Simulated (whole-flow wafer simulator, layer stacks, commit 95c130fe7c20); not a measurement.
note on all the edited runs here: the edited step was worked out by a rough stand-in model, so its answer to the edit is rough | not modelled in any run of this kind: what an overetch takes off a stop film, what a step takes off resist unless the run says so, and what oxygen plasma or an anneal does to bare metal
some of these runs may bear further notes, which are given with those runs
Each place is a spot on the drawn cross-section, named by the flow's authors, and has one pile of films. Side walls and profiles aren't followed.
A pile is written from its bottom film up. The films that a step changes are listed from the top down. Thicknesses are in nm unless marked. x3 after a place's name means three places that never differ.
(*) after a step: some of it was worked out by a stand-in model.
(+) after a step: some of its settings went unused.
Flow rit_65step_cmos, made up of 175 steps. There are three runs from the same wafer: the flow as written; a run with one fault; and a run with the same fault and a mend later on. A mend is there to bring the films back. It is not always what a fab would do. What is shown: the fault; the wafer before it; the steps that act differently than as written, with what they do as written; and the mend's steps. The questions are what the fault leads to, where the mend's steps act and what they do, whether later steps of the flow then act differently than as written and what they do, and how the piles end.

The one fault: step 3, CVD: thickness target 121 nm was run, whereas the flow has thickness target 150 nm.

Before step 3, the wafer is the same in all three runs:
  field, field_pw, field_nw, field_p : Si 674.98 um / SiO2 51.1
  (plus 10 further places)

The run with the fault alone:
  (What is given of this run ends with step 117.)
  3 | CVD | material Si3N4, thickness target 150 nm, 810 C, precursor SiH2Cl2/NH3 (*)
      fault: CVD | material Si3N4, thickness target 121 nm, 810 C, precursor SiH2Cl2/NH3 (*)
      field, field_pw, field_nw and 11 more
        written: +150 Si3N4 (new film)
        fault: +121 Si3N4 (new film)
  Later steps of the flow acting differently than as written (37 other steps are not shown; they differ only slightly, by no more than 2% or 0.5 nm, whichever is larger):
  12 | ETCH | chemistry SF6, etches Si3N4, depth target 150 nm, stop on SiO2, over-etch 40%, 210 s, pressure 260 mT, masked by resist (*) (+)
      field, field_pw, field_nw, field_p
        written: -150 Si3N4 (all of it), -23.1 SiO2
        fault: -121 Si3N4 (all of it), -34.2 SiO2
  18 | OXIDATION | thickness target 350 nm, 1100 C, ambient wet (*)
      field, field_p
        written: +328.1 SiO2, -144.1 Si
        fault: +336.9 SiO2, -148 Si
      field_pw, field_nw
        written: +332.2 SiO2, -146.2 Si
        fault: +340.6 SiO2, -149.9 Si
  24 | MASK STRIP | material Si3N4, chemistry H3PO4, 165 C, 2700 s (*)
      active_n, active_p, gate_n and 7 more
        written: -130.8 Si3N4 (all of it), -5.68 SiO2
        fault: -101.8 Si3N4 (all of it), -6.79 SiO2
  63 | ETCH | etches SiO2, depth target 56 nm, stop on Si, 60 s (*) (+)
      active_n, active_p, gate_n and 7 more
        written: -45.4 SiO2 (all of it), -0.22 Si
        fault: -44.3 SiO2 (all of it), -0.24 Si
  Once step 117 is done, the piles differ only a little from the flow's at the places that both follow, at most by 2% or 0.5 nm, whichever is larger.

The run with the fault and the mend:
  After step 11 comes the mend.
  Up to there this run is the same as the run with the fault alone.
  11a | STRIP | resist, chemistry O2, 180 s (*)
      active_n, active_p, gate_n and 7 more
        -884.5 resist (all of it)
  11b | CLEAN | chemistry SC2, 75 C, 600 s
      leaves every film unchanged at each place that is followed
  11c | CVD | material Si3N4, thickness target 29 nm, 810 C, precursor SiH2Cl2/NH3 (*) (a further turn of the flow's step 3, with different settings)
      field, field_pw, field_nw and 11 more
        +29 Si3N4
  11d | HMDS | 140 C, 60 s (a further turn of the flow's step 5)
      leaves every film unchanged at each place that is followed
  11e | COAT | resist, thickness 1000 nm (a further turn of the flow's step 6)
      field, field_pw, field_nw and 11 more
        +1000 resist (new film)
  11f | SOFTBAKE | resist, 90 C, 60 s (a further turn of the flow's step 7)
      leaves every film unchanged at each place that is followed
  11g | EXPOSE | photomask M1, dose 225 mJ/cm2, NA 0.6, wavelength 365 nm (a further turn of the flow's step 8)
      leaves every film unchanged at each place that is followed
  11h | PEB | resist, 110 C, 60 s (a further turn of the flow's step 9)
      field, field_pw, field_nw and 11 more
        -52 resist
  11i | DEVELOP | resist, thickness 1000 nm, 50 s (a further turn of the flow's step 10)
      field, field_pw, field_nw, field_p
        -948 resist (all of it)
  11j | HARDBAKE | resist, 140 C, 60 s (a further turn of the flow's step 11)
      active_n, active_p, gate_n and 7 more
        -63.5 resist
  None of the later steps of the flow acts differently than as written at any place that is followed.
  By the end, the piles equal the flow's at every place that both follow.
